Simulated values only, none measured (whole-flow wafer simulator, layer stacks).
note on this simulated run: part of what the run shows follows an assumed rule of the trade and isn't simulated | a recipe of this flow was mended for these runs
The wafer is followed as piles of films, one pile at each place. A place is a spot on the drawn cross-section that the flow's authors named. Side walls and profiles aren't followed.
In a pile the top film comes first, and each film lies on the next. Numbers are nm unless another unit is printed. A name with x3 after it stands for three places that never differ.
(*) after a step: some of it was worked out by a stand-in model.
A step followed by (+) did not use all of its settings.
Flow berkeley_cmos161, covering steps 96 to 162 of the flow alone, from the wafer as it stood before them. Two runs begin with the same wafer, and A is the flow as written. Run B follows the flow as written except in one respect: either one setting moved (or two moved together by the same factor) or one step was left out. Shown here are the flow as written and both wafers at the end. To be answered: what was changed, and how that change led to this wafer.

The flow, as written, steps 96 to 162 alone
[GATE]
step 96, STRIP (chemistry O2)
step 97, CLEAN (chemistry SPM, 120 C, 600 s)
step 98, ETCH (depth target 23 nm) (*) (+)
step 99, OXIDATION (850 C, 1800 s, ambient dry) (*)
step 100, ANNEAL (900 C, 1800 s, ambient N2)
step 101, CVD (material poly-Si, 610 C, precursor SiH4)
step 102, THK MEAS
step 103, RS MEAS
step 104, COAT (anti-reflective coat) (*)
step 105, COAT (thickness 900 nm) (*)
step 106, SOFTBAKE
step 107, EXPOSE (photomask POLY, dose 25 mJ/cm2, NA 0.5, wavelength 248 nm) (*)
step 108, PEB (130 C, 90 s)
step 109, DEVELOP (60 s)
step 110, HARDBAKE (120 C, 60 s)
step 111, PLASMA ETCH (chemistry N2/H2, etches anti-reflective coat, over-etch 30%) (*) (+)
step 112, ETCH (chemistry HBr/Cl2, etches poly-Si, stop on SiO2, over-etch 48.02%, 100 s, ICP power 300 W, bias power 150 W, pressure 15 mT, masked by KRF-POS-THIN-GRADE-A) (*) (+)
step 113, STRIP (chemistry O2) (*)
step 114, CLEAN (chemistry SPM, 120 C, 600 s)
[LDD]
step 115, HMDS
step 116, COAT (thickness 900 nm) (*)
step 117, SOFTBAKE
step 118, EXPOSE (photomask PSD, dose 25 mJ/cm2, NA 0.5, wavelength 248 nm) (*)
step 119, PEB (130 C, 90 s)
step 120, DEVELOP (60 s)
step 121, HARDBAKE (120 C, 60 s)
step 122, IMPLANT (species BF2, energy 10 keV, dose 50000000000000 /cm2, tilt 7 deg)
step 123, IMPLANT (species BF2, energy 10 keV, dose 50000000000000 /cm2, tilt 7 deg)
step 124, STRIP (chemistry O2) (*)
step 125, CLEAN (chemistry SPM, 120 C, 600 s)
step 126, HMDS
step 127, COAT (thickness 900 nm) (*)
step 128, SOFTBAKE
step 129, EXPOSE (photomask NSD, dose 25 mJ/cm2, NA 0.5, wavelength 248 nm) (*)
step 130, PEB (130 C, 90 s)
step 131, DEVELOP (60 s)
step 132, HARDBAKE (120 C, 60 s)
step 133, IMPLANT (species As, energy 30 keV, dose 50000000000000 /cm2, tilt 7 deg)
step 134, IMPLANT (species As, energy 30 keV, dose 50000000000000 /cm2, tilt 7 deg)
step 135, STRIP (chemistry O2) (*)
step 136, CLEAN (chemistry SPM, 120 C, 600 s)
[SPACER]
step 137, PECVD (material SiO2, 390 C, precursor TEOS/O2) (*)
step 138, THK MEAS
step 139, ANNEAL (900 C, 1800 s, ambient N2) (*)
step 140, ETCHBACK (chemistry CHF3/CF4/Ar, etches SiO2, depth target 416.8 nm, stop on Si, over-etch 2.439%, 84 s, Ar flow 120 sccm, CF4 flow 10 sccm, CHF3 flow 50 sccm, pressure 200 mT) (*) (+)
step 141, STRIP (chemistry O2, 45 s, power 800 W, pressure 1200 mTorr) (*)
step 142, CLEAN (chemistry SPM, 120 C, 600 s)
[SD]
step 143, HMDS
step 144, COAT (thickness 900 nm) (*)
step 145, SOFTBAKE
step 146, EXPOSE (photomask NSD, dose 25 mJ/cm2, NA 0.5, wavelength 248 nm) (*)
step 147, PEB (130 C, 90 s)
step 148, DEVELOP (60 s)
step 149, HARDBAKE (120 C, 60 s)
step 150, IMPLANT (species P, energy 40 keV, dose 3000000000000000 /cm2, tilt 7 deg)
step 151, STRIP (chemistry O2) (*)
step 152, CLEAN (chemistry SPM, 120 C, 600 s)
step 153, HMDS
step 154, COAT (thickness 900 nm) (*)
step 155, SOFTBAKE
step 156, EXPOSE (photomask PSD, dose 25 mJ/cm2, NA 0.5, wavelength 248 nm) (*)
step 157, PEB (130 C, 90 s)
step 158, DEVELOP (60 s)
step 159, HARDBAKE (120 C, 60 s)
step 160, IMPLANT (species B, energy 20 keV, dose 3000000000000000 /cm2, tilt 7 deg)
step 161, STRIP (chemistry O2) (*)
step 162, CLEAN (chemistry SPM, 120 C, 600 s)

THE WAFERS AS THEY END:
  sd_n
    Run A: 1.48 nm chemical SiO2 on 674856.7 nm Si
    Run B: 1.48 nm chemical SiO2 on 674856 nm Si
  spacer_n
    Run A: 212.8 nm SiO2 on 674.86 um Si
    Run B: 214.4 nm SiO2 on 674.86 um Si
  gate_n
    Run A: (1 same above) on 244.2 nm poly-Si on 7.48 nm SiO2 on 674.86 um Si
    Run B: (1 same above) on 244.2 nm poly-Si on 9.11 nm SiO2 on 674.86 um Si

Cause: step 99, OXIDATION: 869 C was run, while the flow as written has 850 C.

The path from the change to this, step by step:
  step 99, OXIDATION (850 C, 1800 s, ambient dry) (*)
      sd_n, spacer_n, gate_n, sd_p, spacer_p, gate_p, contact, m1: A +7.48 SiO2 (new film), -3.29 Si | B +9.11 SiO2 (new film), -4.01 Si
